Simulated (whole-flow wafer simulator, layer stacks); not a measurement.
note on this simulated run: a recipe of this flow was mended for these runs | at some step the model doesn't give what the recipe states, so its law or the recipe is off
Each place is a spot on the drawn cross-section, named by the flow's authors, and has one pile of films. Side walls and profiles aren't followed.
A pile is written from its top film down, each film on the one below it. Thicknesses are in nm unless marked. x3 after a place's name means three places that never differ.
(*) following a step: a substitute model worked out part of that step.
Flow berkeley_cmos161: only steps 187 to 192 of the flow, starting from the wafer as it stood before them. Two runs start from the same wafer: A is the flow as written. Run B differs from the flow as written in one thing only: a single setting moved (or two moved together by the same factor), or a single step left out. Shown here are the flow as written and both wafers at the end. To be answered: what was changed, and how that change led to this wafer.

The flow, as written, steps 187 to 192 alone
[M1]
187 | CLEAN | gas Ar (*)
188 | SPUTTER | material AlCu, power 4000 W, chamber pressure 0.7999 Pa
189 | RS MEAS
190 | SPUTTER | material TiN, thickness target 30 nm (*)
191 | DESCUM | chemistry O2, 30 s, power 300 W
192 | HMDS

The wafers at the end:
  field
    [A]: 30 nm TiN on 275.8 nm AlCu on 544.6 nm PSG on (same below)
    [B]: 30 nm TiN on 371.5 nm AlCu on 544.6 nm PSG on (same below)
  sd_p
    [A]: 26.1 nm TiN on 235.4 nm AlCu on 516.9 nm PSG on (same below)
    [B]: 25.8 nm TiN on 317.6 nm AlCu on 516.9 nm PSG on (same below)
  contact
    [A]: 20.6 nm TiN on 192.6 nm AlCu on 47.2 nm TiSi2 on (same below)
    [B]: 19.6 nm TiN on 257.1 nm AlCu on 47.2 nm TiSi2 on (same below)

Cause: step 188, SPUTTER: power 5440 W was run, though the flow has power 4000 W.

How this came from the change, step by step:
  188 | SPUTTER | material AlCu, power 4000 W, chamber pressure 0.7999 Pa
      field, sd_n, spacer_n, gate_n, spacer_p, gate_p, m1: A AlCu gains 275.8 (new film) | B AlCu gains 371.5 (new film)
      sd_p: A AlCu gains 235.4 (new film) | B AlCu gains 317.6 (new film)
      (also at 1 further place)
  190 | SPUTTER | material TiN, thickness target 30 nm (*)
      contact: A TiN gains 20.6 (new film) | B TiN gains 19.6 (new film)
